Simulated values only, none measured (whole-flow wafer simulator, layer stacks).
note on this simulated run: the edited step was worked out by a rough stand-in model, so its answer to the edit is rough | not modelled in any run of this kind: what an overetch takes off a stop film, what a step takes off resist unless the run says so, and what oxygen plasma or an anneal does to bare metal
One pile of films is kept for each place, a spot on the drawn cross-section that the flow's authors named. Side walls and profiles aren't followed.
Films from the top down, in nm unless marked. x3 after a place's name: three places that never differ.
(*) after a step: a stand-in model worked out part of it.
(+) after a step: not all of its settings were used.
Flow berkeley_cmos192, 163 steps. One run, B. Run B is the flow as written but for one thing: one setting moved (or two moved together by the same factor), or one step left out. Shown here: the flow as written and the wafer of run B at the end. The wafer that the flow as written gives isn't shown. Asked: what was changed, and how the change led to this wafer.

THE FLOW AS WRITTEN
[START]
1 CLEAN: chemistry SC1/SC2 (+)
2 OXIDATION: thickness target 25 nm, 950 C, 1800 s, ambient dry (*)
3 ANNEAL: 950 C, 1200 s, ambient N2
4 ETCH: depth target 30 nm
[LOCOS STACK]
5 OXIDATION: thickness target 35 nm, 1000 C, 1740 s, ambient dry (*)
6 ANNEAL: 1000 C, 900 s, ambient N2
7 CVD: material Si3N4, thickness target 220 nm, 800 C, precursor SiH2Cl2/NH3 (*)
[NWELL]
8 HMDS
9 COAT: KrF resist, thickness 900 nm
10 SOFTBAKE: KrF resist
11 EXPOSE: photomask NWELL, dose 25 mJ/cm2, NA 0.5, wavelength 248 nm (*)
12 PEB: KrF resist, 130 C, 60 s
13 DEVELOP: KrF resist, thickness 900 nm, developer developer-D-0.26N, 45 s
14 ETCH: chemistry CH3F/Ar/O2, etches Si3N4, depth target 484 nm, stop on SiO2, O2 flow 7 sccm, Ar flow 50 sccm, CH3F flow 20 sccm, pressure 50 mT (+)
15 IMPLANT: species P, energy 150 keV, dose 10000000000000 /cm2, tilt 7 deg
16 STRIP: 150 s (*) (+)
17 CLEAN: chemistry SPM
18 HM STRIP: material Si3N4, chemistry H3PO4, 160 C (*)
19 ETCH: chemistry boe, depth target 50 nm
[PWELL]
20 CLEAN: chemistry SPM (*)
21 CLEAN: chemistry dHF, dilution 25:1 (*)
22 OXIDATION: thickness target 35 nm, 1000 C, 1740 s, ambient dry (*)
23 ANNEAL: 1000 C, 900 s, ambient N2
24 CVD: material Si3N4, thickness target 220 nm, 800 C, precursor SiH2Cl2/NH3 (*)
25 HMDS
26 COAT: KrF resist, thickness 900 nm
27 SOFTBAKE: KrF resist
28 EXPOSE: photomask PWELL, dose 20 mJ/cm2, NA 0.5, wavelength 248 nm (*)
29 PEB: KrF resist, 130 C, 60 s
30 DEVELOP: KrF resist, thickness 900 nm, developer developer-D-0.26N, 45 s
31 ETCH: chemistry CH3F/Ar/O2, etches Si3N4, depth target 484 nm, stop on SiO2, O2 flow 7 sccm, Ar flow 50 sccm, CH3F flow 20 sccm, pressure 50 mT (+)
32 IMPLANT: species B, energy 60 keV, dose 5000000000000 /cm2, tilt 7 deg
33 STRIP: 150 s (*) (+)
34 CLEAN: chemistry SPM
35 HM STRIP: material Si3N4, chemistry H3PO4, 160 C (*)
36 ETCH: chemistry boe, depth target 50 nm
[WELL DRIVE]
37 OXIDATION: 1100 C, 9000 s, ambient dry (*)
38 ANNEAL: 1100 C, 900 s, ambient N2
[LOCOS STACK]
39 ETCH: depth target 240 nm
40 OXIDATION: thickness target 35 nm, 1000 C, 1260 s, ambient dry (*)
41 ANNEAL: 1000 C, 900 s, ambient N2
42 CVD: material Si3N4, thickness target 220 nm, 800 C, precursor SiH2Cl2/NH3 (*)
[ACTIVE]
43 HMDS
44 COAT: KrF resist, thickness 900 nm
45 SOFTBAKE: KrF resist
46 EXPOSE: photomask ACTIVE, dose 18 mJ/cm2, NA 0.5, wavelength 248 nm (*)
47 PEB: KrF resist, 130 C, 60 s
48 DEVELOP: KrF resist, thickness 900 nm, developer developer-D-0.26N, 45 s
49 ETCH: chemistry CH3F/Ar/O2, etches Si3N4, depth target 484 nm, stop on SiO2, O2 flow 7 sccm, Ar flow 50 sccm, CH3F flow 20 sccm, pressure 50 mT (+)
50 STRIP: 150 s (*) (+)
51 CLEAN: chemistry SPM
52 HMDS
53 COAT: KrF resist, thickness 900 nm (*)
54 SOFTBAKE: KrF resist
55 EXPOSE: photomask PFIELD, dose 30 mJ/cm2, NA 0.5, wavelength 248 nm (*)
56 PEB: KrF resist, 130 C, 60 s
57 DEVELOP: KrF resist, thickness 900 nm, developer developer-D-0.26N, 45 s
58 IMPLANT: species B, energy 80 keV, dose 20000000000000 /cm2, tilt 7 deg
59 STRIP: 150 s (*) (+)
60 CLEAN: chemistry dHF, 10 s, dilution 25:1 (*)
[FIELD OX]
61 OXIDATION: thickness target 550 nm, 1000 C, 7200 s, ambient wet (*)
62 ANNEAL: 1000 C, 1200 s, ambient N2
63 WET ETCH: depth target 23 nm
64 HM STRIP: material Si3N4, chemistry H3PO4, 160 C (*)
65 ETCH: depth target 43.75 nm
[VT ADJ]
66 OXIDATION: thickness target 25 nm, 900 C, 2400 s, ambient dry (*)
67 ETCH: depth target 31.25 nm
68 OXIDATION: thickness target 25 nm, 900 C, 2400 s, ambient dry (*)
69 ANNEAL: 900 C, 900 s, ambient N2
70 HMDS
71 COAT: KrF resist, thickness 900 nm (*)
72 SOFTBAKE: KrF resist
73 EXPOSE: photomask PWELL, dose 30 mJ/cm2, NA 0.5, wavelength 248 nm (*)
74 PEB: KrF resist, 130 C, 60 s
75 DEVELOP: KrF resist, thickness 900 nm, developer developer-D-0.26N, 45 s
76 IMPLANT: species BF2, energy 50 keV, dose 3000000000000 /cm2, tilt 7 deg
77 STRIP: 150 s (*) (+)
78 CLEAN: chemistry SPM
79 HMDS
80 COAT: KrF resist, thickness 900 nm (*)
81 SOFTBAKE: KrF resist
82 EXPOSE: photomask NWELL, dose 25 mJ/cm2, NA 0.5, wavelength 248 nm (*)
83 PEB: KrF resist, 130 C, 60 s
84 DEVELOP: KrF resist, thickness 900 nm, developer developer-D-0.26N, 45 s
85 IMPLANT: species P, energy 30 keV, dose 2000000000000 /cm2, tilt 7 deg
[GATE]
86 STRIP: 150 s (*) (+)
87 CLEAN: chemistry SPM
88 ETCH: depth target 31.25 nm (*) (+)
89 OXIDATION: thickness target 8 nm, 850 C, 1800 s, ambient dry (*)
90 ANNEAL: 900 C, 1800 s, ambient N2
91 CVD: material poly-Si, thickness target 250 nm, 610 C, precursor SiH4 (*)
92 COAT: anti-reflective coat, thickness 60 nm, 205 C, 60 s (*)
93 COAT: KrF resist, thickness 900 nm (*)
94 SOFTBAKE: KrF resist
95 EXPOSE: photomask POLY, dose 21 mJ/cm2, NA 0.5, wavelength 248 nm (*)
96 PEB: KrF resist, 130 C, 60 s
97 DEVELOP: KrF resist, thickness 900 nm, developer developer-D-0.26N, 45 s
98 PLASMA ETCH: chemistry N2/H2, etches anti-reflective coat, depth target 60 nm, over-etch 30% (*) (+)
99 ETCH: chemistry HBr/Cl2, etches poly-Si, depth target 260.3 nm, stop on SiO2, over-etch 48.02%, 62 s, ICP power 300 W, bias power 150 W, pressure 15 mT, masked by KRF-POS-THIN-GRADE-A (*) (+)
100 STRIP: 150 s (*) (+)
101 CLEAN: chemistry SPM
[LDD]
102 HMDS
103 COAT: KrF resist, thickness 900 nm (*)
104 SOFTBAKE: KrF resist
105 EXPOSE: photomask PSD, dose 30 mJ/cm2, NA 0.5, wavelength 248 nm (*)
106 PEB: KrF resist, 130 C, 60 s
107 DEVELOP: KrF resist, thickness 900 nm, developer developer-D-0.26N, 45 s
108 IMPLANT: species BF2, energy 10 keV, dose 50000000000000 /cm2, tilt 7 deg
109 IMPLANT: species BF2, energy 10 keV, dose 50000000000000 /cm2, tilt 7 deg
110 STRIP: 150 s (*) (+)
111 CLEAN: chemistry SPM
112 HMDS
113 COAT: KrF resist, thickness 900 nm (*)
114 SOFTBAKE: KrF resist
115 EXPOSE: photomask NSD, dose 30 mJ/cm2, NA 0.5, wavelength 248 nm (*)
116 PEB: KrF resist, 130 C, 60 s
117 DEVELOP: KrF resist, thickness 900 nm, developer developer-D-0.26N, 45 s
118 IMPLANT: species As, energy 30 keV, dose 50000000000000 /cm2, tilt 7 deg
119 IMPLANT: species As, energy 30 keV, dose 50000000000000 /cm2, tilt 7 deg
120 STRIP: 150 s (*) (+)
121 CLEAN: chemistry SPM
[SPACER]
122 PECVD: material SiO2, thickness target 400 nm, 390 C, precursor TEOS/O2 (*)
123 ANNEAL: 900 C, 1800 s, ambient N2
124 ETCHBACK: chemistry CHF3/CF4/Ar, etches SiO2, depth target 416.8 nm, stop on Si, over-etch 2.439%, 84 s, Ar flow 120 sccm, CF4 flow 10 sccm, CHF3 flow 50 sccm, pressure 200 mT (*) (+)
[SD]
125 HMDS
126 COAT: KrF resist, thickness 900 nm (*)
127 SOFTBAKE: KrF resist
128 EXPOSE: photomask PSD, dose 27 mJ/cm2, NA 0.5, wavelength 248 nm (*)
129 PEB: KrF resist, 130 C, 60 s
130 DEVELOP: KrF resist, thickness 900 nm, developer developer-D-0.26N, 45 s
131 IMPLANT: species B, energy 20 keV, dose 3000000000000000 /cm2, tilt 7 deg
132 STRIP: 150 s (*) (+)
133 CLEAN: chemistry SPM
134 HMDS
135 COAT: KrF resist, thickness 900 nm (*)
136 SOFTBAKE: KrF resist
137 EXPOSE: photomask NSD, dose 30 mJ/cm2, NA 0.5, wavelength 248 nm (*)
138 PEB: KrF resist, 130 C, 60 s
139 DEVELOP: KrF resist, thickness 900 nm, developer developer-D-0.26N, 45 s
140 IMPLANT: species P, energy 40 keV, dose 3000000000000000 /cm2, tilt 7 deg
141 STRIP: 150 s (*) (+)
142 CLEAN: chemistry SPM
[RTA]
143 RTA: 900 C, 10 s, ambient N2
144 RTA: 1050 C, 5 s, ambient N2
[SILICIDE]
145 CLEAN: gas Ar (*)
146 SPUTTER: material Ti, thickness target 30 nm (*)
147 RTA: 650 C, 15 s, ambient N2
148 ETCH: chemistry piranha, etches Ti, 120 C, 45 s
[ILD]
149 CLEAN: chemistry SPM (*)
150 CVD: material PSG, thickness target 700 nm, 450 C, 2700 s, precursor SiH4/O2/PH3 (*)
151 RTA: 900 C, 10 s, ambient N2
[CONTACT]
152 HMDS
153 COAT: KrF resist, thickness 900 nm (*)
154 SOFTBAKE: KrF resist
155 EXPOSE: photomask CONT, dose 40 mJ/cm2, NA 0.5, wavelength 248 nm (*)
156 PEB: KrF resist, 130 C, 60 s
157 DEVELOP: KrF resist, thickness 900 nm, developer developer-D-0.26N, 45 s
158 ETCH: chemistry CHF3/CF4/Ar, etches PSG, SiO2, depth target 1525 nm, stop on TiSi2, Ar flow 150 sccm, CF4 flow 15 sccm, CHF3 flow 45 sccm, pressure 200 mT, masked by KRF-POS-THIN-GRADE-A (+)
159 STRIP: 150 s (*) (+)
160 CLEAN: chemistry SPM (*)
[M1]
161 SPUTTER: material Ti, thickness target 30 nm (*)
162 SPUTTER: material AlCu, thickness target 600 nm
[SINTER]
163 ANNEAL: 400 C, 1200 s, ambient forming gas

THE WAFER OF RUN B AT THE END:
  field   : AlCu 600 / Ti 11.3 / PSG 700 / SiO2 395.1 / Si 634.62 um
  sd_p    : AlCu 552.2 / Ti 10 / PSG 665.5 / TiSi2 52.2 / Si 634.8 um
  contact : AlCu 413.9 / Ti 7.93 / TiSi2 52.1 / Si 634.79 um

The cause: step 161, SPUTTER: thickness target 11.28 nm was run, where the flow has thickness target 30 nm.
It can be read off the wafer: field has Ti 11.3, and step 161 as written asks for 30 nm.

How the change led to this, step by step:
  161 SPUTTER: material Ti, thickness target 30 nm (*)
      field, sd_n, spacer_n, gate, spacer_p, gate_p, m1: Ti +11.3 (new film) (as written it would be: Ti +30 (new film))
      sd_p: Ti +10 (new film) (as written it would be: Ti +26.6 (new film))
      (and at 1 more place)
